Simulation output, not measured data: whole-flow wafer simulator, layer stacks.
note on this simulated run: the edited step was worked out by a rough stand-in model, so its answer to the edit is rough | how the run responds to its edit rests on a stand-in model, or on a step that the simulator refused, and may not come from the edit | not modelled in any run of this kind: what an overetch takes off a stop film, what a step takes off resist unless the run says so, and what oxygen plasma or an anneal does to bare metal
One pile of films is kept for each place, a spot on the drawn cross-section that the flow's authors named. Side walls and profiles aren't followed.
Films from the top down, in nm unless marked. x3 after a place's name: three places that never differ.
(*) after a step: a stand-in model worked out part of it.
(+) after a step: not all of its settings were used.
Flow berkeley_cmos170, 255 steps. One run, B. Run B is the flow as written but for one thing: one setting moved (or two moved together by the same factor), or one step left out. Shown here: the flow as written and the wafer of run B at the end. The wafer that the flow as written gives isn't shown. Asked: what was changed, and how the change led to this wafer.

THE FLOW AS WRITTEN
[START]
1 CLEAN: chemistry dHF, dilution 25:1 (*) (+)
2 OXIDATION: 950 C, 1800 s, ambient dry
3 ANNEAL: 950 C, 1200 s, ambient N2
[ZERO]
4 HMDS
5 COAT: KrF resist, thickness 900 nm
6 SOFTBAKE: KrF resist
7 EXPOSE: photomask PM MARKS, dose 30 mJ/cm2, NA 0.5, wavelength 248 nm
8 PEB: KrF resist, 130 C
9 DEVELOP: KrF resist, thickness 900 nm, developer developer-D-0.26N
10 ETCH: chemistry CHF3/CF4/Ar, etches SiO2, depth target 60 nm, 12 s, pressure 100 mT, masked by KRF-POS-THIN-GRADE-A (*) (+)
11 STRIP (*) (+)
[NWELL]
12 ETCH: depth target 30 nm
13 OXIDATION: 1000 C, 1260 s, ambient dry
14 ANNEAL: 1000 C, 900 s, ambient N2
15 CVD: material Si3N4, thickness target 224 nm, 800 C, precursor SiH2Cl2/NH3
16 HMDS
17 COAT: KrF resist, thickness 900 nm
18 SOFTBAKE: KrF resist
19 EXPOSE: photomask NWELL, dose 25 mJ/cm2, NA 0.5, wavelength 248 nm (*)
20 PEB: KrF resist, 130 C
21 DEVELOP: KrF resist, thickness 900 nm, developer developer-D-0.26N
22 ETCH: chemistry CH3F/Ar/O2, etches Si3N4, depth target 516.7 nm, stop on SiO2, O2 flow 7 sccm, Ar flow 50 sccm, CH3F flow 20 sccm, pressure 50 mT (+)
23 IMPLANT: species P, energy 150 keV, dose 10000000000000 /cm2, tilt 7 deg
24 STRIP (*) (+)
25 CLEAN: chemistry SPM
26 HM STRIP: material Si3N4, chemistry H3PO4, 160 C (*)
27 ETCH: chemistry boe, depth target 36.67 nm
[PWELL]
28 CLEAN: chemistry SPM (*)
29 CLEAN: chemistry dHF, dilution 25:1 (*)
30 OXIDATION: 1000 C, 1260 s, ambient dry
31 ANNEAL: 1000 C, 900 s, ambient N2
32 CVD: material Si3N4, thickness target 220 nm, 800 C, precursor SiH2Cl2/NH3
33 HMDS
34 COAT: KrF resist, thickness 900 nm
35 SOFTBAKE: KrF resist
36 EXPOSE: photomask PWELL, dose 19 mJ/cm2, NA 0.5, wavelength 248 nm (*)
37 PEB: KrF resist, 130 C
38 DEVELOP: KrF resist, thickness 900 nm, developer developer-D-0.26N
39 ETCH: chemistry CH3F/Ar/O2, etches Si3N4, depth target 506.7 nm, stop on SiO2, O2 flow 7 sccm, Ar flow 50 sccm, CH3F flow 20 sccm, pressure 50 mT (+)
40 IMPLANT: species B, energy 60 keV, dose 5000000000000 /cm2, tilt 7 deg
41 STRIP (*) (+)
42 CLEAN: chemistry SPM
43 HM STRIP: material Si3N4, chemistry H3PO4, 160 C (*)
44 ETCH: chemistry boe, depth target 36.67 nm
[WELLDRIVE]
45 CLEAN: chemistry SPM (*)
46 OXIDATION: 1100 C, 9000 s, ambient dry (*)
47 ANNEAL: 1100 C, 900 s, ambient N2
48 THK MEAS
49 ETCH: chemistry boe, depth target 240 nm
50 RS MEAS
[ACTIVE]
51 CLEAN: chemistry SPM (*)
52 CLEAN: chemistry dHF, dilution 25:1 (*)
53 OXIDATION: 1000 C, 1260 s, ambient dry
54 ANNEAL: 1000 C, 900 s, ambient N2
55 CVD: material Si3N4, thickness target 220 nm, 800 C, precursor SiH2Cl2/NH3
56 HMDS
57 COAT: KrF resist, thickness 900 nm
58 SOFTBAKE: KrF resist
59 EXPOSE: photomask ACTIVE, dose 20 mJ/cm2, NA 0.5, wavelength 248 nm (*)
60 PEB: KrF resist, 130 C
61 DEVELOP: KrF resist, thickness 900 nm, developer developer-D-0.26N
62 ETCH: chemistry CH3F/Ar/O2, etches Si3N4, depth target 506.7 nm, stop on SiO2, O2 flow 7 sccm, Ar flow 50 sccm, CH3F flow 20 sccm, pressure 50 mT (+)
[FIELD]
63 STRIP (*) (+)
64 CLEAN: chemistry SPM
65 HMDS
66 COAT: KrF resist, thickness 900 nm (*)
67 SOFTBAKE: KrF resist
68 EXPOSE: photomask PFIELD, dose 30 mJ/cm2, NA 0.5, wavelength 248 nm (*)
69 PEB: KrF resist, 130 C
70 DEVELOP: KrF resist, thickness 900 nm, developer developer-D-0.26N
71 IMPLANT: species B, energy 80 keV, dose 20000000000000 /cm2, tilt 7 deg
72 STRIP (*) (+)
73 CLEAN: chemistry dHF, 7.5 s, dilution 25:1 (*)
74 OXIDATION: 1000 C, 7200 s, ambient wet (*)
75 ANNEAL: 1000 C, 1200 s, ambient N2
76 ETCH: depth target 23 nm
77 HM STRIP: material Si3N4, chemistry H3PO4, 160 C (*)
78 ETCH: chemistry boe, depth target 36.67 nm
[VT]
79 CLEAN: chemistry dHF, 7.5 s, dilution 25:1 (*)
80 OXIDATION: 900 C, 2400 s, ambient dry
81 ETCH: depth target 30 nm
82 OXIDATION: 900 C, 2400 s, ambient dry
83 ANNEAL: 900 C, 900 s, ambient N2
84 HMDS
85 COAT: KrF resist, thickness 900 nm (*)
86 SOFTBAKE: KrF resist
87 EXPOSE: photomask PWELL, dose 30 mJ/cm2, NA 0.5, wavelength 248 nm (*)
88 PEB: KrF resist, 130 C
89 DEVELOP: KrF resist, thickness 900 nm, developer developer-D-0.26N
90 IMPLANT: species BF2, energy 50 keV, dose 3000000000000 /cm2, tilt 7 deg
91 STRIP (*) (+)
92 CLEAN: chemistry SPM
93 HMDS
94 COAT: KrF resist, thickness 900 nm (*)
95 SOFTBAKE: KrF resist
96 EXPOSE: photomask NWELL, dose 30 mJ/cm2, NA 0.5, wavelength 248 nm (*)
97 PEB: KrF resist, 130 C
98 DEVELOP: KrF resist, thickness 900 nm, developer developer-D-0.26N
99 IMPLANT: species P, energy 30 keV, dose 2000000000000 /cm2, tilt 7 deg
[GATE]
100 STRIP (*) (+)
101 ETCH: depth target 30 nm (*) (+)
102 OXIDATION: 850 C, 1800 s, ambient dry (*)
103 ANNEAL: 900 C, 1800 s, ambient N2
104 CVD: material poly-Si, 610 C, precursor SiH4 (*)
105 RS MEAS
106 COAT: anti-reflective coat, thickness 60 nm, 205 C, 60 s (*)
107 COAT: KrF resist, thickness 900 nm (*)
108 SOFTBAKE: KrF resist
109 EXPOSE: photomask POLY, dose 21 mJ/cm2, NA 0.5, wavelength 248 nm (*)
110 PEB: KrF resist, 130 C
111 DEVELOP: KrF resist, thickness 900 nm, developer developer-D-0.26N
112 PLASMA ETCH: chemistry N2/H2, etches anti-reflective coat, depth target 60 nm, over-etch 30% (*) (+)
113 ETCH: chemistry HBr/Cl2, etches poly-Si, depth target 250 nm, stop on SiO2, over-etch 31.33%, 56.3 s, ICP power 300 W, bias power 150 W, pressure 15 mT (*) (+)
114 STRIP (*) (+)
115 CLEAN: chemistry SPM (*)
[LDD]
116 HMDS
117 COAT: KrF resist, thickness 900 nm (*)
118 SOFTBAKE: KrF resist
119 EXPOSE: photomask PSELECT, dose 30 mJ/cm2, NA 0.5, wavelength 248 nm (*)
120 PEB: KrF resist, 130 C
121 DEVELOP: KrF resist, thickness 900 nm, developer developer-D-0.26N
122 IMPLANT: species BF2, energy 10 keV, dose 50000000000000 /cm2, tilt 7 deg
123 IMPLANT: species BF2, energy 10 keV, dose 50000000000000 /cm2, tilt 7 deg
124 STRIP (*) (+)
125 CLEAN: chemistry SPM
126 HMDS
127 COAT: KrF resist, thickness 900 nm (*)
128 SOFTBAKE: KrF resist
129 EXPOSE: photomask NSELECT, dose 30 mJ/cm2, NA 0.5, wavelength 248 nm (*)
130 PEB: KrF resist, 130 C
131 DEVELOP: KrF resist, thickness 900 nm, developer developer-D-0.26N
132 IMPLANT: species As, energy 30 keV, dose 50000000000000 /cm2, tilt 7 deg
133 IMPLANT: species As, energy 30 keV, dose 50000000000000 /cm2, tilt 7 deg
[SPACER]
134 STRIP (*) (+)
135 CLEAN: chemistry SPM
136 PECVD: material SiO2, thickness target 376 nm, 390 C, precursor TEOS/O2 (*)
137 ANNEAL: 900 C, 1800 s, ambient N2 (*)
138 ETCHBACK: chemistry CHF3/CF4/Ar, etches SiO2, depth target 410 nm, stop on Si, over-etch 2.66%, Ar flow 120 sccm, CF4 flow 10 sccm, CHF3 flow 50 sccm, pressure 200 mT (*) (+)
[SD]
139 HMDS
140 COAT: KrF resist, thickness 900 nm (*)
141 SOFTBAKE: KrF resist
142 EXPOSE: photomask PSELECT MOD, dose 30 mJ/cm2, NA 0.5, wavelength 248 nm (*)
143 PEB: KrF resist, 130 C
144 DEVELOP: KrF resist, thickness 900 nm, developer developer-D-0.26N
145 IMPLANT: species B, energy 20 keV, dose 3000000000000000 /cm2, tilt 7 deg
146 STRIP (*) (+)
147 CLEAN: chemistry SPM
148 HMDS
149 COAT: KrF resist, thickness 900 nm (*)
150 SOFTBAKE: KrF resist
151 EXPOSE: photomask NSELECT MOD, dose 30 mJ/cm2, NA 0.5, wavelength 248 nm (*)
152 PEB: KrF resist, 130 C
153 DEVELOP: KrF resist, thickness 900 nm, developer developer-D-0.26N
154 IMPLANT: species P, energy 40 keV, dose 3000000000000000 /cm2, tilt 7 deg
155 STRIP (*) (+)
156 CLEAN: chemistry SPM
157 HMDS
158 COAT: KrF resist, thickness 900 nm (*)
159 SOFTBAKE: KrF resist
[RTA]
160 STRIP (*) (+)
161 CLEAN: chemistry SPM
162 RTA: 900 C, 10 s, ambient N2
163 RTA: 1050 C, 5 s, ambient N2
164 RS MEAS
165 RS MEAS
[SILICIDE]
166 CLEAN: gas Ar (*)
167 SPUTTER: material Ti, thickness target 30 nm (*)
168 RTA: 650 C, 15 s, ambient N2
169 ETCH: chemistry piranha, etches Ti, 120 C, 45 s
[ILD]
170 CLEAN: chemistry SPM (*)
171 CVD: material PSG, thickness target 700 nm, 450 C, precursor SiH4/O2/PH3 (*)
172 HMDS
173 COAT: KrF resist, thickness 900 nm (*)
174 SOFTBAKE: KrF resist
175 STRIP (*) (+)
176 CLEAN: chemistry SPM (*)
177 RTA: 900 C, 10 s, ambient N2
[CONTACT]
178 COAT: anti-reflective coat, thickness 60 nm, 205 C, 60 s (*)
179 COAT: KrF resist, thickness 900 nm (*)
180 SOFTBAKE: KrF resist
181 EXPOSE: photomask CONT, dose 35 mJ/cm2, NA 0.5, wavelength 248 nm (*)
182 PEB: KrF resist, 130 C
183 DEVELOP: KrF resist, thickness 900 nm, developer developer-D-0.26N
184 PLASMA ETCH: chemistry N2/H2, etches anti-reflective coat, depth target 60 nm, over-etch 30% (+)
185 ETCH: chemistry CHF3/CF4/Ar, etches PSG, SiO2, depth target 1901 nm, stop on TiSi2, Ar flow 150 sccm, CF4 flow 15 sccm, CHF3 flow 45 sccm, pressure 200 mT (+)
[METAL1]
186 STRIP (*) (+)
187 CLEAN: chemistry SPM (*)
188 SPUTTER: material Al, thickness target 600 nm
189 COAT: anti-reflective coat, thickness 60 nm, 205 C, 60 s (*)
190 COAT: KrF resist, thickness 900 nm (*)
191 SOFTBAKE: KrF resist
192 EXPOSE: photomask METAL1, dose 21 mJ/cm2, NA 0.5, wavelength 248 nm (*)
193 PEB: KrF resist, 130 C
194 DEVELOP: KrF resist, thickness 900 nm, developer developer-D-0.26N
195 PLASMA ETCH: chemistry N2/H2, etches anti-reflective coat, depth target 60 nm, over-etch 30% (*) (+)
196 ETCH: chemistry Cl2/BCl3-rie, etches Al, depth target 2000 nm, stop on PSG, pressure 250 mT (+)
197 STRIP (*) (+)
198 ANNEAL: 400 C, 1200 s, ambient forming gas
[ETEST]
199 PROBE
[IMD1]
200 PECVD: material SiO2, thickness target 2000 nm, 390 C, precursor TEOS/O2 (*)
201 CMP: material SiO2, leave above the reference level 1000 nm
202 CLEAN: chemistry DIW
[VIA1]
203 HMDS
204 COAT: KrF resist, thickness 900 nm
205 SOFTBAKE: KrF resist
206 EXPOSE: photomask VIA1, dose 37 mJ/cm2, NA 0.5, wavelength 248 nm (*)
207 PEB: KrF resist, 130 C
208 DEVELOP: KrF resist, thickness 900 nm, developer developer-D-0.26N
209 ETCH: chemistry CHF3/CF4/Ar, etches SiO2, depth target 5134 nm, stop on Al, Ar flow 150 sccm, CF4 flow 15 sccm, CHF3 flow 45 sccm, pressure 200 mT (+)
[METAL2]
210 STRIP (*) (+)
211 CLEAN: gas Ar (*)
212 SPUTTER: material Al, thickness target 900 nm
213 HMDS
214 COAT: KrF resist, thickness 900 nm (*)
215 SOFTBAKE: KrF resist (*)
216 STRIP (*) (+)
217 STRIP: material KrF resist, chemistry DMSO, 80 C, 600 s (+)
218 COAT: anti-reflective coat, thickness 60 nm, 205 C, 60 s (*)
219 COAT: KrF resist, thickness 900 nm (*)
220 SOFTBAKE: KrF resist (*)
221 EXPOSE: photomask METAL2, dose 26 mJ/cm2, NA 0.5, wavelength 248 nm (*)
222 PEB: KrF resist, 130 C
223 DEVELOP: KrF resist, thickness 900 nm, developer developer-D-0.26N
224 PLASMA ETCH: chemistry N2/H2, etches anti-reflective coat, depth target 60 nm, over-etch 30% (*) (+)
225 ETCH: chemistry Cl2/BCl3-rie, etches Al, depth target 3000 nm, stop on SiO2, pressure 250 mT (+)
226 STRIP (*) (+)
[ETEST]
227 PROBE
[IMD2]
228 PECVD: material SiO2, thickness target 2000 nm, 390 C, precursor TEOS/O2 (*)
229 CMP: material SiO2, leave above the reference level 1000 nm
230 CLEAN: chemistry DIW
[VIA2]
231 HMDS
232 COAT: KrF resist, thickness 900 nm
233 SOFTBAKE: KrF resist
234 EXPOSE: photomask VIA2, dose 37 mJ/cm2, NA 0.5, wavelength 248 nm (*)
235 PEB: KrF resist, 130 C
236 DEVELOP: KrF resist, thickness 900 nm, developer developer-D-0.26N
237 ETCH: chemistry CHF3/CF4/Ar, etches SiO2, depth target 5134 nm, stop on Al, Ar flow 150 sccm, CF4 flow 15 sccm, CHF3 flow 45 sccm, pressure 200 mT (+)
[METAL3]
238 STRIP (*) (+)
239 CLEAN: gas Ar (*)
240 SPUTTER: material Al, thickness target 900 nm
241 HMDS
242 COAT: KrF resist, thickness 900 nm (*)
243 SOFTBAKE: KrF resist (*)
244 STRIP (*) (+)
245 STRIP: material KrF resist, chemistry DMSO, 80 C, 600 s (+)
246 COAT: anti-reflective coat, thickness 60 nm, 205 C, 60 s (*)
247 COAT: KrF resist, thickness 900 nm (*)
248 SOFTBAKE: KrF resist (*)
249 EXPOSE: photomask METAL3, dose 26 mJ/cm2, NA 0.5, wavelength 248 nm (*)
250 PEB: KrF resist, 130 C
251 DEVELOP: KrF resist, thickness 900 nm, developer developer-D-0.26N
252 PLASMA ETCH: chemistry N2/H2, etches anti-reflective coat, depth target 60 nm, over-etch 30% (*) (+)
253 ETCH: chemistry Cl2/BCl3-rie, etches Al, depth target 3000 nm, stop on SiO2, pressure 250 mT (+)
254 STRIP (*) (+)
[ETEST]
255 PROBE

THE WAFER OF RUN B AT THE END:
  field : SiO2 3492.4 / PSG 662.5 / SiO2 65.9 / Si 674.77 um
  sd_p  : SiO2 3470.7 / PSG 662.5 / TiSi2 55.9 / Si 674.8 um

The cause: step 74, OXIDATION: 900 C was run, where the flow has 1000 C.

How the change led to this, step by step:
  74 OXIDATION: 1000 C, 7200 s, ambient wet (*)
      spacer_n, gate_n, spacer_p and 6 more: SiO2 +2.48 (new film), Si3N4 -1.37 (as written it would be: SiO2 +12.1 (new film), Si3N4 -6.7)
      field: SiO2 +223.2, Si -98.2 (as written it would be: SiO2 +542, Si -238.5)
      (and at 2 more places)
  76 ETCH: depth target 23 nm
      sd_n, spacer_n, gate_n and 8 more: SiO2 -2.48 (all of it) (as written it would be: SiO2 -12.1 (all of it))
  77 HM STRIP: material Si3N4, chemistry H3PO4, 160 C (*)
      sd_n, spacer_n, gate_n and 8 more: Si3N4 -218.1 (all of it), SiO2 -2.04 (as written it would be: Si3N4 -212.7 (all of it), SiO2 -1.99)
  80 OXIDATION: 900 C, 2400 s, ambient dry
      field: SiO2 +3.27, Si -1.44 (as written it would be: SiO2 +1.58, Si -0.7)
  82 OXIDATION: 900 C, 2400 s, ambient dry
      field: SiO2 +3.59, Si -1.58 (as written it would be: SiO2 +1.66, Si -0.73)
  85 COAT: KrF resist, thickness 900 nm (*)
      field: KrF resist +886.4 (new film) (as written it would be: KrF resist +838.3 (new film))
      sd_n: KrF resist +923.1 (new film) (as written it would be: KrF resist +1008.9 (new film))
      (and at 10 more places)
  89 DEVELOP: KrF resist, thickness 900 nm, developer developer-D-0.26N
      field: KrF resist -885 (all of it) (as written it would be: KrF resist -837 (all of it))
      sd_n: KrF resist -921.6 (all of it) (as written it would be: KrF resist -1007.2 (all of it))
      (and at 3 more places)
  91 STRIP (*) (+)
      sd_p: KrF resist -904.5 (all of it) (as written it would be: KrF resist -976.8 (all of it))
      spacer_p: KrF resist -900.9 (all of it) (as written it would be: KrF resist -957.7 (all of it))
      (and at 5 more places)
  94 COAT: KrF resist, thickness 900 nm (*)
      field: KrF resist +886.4 (new film) (as written it would be: KrF resist +838.3 (new film))
      sd_n: KrF resist +923.1 (new film) (as written it would be: KrF resist +1008.9 (new film))
      (and at 10 more places)
  98 DEVELOP: KrF resist, thickness 900 nm, developer developer-D-0.26N
      sd_p: KrF resist -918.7 (all of it) (as written it would be: KrF resist -991 (all of it))
      spacer_p: KrF resist -915.1 (all of it) (as written it would be: KrF resist -971.9 (all of it))
      (and at 1 more place)
  100 STRIP (*) (+)
      field: KrF resist -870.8 (all of it) (as written it would be: KrF resist -822.8 (all of it))
      sd_n: KrF resist -907.4 (all of it) (as written it would be: KrF resist -993 (all of it))
      (and at 7 more places)
  102 OXIDATION: 850 C, 1800 s, ambient dry (*)
      field: SiO2 +1.24, Si -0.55 (as written it would be: SiO2 +0.51, Si -0.23)
  106 COAT: anti-reflective coat, thickness 60 nm, 205 C, 60 s (*)
      field: anti-reflective coat +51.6 (new film) (as written it would be: anti-reflective coat +34.7 (new film))
      sd_n: anti-reflective coat +72.2 (new film) (as written it would be: anti-reflective coat +158.6 (new film))
      (and at 10 more places)
  107 COAT: KrF resist, thickness 900 nm (*)
      field: KrF resist +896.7 (new film) (as written it would be: KrF resist +869.1 (new film))
      spacer_n: KrF resist +911.2 (new film) (as written it would be: KrF resist +1024.8 (new film))
      (and at 9 more places)
  111 DEVELOP: KrF resist, thickness 900 nm, developer developer-D-0.26N
      field: KrF resist -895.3 (all of it) (as written it would be: KrF resist -867.7 (all of it))
      spacer_n: KrF resist -909.7 (all of it) (as written it would be: KrF resist -1023.1 (all of it))
      (and at 7 more places)
  112 PLASMA ETCH: chemistry N2/H2, etches anti-reflective coat, depth target 60 nm, over-etch 30% (*) (+)
      field: anti-reflective coat -51.6 (all of it), poly-Si -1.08 (as written it would be: anti-reflective coat -34.7 (all of it), poly-Si -4.4)
      sd_n: anti-reflective coat -72.2 (all of it), poly-Si -0.56 (as written it would be: anti-reflective coat -158.6 (all of it), poly-Si -1.22)
      (and at 8 more places)
  ... 29 more steps ...
  201 CMP: material SiO2, leave above the reference level 1000 nm
      field: SiO2 -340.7 (as written it would be: SiO2 -517)
